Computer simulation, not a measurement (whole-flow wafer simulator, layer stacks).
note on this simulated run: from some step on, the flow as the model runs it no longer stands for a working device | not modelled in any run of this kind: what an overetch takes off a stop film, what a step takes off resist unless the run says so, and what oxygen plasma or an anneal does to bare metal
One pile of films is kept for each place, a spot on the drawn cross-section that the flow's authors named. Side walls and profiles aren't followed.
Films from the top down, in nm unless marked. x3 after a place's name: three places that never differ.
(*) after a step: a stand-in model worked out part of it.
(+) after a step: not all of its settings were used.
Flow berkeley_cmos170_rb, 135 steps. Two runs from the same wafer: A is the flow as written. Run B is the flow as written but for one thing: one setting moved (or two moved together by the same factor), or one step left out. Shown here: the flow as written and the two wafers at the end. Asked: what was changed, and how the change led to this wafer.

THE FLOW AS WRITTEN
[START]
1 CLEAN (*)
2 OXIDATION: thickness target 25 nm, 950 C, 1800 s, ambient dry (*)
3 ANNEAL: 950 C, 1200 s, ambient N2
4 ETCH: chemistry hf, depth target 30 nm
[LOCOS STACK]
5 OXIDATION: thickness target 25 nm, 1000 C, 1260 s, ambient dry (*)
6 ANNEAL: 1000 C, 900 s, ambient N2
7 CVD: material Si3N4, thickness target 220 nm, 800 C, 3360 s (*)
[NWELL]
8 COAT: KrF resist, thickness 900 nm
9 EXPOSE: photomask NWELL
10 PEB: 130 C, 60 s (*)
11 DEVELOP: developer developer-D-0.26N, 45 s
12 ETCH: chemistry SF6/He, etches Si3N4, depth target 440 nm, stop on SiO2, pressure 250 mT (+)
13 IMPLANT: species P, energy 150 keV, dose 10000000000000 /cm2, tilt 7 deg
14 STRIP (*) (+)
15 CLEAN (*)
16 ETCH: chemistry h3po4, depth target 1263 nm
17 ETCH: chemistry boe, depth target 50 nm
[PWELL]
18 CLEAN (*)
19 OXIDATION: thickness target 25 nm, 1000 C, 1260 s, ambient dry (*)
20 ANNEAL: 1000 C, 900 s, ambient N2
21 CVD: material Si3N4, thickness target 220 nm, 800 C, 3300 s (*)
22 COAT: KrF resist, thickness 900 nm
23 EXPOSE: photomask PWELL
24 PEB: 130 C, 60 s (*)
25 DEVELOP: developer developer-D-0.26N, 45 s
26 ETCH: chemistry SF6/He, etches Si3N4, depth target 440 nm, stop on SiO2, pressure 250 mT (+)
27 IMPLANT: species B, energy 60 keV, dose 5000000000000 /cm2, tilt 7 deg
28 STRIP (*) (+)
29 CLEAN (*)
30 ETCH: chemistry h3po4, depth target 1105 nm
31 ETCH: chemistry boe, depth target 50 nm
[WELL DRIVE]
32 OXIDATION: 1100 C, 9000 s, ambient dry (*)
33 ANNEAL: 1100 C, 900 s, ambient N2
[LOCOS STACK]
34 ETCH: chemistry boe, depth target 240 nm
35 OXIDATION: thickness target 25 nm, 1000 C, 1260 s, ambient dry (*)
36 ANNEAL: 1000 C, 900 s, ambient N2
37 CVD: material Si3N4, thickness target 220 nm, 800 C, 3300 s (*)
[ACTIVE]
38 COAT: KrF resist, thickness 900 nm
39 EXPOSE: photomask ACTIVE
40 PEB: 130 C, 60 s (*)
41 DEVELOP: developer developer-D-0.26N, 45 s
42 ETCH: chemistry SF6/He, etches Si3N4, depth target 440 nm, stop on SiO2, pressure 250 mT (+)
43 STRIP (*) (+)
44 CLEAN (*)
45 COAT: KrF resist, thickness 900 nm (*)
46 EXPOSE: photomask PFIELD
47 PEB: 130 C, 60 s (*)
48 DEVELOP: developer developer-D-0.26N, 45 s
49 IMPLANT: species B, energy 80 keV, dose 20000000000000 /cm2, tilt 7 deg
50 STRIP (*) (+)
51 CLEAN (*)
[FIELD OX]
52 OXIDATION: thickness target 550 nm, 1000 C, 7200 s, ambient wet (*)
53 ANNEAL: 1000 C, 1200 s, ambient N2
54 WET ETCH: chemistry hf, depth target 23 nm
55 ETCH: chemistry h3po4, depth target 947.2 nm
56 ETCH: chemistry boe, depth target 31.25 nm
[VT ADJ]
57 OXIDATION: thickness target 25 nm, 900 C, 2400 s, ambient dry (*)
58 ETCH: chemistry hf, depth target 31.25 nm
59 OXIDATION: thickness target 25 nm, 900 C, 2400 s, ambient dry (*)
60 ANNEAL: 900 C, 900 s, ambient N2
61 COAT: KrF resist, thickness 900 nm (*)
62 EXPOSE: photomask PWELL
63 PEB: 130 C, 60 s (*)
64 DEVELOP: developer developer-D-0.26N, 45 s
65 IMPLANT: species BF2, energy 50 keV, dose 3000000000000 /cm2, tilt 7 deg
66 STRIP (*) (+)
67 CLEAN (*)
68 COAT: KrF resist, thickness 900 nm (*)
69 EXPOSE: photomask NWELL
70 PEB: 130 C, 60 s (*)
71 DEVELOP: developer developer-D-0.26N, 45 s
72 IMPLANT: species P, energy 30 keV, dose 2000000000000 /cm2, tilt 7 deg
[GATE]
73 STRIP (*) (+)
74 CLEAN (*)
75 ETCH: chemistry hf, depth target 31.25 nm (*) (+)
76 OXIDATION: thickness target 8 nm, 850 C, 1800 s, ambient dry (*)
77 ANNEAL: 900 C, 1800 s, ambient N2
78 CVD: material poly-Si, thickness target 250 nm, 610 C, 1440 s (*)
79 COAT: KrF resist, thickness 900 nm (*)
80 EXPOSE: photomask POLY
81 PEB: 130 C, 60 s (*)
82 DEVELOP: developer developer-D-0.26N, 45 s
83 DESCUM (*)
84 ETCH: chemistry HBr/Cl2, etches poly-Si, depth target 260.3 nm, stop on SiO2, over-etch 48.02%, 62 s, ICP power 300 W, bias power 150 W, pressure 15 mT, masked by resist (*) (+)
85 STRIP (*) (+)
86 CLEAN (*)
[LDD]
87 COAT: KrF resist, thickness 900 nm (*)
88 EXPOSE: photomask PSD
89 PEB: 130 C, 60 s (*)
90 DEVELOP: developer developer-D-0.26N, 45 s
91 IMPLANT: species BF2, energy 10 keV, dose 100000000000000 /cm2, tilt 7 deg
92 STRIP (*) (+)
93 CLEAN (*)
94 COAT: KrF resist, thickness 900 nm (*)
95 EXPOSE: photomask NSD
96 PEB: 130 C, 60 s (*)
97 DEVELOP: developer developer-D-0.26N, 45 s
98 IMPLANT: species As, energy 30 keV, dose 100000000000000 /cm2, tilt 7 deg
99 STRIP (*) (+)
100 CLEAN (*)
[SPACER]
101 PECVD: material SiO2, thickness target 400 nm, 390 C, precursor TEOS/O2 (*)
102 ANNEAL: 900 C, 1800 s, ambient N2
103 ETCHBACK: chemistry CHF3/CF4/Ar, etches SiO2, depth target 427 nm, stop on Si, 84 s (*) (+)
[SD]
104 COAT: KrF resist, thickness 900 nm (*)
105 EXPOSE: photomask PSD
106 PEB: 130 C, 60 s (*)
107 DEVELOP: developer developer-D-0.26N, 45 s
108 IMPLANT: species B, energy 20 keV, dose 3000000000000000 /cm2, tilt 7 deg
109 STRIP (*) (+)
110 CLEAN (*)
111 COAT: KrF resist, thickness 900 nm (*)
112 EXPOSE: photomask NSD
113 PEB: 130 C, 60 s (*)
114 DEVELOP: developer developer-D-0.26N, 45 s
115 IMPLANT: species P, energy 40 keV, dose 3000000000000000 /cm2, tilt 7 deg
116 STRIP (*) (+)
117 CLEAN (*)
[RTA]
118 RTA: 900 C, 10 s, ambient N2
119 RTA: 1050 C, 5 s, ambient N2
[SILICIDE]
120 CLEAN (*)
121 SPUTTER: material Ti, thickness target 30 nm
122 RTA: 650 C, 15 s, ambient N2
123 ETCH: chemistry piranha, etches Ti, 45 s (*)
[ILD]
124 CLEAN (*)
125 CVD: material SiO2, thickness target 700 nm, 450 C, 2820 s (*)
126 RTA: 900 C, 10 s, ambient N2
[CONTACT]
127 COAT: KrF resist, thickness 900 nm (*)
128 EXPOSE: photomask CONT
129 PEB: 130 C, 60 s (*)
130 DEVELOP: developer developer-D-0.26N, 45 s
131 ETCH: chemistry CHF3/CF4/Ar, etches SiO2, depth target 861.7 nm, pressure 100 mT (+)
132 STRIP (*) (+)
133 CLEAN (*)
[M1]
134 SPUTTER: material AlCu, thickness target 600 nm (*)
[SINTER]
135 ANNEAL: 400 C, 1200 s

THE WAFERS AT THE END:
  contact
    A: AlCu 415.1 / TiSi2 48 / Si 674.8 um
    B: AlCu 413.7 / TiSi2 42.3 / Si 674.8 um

The cause: step 131, ETCH: depth target 974.3 nm was run, where the flow has depth target 861.7 nm.

How the change led to this, step by step:
  131 ETCH: chemistry CHF3/CF4/Ar, etches SiO2, depth target 861.7 nm, pressure 100 mT (+)
      field, sd_n, spacer_n, gate, sd_p, spacer_p, gate_p, m1: A KrF resist -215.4 | B KrF resist -243.6
      contact: A SiO2 -700 (all of it), TiSi2 -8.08 | B SiO2 -700 (all of it), TiSi2 -13.7
  132 STRIP (*) (+)
      field: A KrF resist -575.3 (all of it) | B KrF resist -547.1 (all of it)
      sd_n: A KrF resist -780.4 (all of it) | B KrF resist -752.2 (all of it)
      (and at 6 more places)
